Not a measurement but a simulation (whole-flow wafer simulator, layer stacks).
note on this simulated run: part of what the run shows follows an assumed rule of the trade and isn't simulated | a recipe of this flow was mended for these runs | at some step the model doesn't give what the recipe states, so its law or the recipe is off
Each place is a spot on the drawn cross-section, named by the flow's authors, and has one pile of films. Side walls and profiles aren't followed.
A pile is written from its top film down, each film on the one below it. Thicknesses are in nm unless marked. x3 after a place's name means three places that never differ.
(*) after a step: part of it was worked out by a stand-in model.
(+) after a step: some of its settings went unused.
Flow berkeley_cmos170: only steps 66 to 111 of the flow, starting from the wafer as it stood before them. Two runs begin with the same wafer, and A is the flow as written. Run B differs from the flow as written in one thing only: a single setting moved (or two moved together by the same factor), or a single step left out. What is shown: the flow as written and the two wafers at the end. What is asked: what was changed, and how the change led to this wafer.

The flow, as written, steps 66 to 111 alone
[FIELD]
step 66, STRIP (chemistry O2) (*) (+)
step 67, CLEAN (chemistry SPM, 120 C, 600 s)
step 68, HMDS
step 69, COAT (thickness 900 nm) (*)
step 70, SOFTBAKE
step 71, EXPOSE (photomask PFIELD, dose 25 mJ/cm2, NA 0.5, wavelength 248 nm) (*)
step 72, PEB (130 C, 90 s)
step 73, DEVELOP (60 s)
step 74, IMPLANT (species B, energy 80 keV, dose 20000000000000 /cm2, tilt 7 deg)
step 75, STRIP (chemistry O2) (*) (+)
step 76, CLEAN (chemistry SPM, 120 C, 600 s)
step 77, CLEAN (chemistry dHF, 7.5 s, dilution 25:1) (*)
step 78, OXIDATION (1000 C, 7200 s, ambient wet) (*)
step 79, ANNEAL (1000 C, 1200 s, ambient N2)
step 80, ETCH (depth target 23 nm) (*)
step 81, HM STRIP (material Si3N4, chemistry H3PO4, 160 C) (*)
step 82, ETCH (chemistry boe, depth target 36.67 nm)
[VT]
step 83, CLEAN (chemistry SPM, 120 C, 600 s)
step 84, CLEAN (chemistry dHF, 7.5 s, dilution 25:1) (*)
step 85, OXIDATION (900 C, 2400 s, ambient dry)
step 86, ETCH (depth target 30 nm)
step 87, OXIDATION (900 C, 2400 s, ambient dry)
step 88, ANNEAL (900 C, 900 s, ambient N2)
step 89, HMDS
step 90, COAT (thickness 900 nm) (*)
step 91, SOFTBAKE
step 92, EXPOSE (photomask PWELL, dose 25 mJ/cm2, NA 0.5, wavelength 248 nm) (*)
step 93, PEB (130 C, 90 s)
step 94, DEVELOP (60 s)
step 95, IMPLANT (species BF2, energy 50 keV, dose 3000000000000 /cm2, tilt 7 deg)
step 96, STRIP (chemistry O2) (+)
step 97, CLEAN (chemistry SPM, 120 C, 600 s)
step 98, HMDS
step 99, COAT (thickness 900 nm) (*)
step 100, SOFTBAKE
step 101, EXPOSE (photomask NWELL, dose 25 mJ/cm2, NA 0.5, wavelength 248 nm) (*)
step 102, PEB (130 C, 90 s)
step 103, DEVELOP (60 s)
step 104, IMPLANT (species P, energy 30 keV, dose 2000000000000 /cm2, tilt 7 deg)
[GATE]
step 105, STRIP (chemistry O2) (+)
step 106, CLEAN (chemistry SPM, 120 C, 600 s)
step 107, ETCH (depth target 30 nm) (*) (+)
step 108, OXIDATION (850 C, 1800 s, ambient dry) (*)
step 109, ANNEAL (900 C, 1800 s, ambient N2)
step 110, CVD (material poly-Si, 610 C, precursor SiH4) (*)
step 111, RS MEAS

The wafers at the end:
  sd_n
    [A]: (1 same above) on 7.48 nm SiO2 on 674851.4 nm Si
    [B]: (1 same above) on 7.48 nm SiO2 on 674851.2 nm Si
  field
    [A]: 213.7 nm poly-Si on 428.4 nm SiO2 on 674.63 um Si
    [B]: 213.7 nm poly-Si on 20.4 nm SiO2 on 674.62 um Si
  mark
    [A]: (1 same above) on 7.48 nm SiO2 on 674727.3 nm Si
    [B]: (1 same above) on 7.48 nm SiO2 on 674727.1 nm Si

What caused this: step 81, HM STRIP: 208 C was run, while the flow as written has 160 C.

Step by step, how the change led to this:
  step 81, HM STRIP (material Si3N4, chemistry H3PO4, 160 C) (*)
      mark, sd_n, spacer_n and 9 more: A -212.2 Si3N4 (all of it), -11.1 SiO2 | B +0.5 chemical SiO2 (new film), -212.2 Si3N4 (all of it), -26.6 SiO2 (all of it), -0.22 Si
      field: A -17.7 SiO2 | B -435.6 SiO2
  step 82, ETCH (chemistry boe, depth target 36.67 nm)
      mark, sd_n, spacer_n and 9 more: A -15.5 SiO2 (all of it) | B -0.5 chemical SiO2 (all of it)
  step 85, OXIDATION (900 C, 2400 s, ambient dry)
      field: A +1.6 SiO2, -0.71 Si | B +5.1 SiO2, -2.24 Si
  step 87, OXIDATION (900 C, 2400 s, ambient dry)
      field: A +1.68 SiO2, -0.74 Si | B +5.86 SiO2, -2.58 Si
  step 90, COAT (thickness 900 nm) (*)
      field: A +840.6 KrF-resist (new film) | B +955.8 KrF-resist (new film)
      sd_n: A +1004.6 KrF-resist (new film) | B +806.8 KrF-resist (new film)
      (also at 10 further places)
  step 93, PEB (130 C, 90 s)
      sd_n: A -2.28 KrF-resist | B -1.76 KrF-resist
  step 94, DEVELOP (60 s)
      field: A -838.8 KrF-resist (all of it) | B -953.7 KrF-resist (all of it)
      sd_n: A -1002.3 KrF-resist (all of it) | B -805 KrF-resist (all of it)
      (also at 7 further places)
  step 96, STRIP (chemistry O2) (+)
      sd_p: A -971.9 KrF-resist (all of it) | B -802 KrF-resist (all of it)
      spacer_p: A -953.7 KrF-resist (all of it) | B -817.6 KrF-resist (all of it)
      (also at 1 further place)
  step 99, COAT (thickness 900 nm) (*)
      field: A +840.6 KrF-resist (new film) | B +955.8 KrF-resist (new film)
      sd_n: A +1004.6 KrF-resist (new film) | B +806.8 KrF-resist (new film)
      (also at 10 further places)
  step 102, PEB (130 C, 90 s)
      sd_n: A -2.28 KrF-resist | B -1.76 KrF-resist
  step 103, DEVELOP (60 s)
      sd_p: A -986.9 KrF-resist (all of it) | B -817 KrF-resist (all of it)
      spacer_p: A -968.6 KrF-resist (all of it) | B -832.6 KrF-resist (all of it)
      (also at 1 further place)
  step 105, STRIP (chemistry O2) (+)
      field: A -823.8 KrF-resist (all of it) | B -938.7 KrF-resist (all of it)
      sd_n: A -987.4 KrF-resist (all of it) | B -790.1 KrF-resist (all of it)
      (also at 7 further places)
  step 108, OXIDATION (850 C, 1800 s, ambient dry) (*)
      field: A +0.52 SiO2, -0.23 Si | B +2.75 SiO2, -1.21 Si
